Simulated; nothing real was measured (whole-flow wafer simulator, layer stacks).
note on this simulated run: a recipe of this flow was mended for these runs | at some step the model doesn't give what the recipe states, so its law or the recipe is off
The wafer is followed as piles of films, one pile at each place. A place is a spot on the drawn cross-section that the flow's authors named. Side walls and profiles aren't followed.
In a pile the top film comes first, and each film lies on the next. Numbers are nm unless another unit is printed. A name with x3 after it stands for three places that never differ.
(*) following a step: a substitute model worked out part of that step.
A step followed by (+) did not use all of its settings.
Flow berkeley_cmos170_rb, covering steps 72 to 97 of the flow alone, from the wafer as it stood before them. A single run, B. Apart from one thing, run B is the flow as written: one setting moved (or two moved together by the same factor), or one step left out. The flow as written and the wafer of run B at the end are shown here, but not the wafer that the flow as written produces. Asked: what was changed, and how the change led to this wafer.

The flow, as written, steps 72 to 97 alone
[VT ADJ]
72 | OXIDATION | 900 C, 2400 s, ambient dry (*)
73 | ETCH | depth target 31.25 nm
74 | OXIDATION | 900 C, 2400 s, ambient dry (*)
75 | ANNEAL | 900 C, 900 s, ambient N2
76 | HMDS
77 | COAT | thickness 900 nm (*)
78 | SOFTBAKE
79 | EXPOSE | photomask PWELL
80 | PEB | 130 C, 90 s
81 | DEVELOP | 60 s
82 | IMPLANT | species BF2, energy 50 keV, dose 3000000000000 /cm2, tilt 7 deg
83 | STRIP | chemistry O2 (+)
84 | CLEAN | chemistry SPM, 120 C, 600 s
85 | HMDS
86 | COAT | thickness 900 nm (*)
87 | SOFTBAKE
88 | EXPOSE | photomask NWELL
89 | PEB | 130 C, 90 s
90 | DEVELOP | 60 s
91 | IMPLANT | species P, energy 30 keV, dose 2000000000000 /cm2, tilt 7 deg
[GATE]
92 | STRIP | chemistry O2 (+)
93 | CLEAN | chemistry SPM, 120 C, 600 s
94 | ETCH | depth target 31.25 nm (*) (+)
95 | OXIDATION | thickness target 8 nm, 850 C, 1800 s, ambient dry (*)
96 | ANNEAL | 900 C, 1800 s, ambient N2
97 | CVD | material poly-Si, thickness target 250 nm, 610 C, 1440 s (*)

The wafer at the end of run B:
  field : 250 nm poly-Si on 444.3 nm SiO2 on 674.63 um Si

The reason: step 73, ETCH: depth target 18.76 nm was run, while the flow as written has depth target 31.25 nm.

How this came from the change, step by step:
  73 | ETCH | depth target 31.25 nm
      field: SiO2 loses 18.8 (in the flow as written it would be: SiO2 loses 31.2)
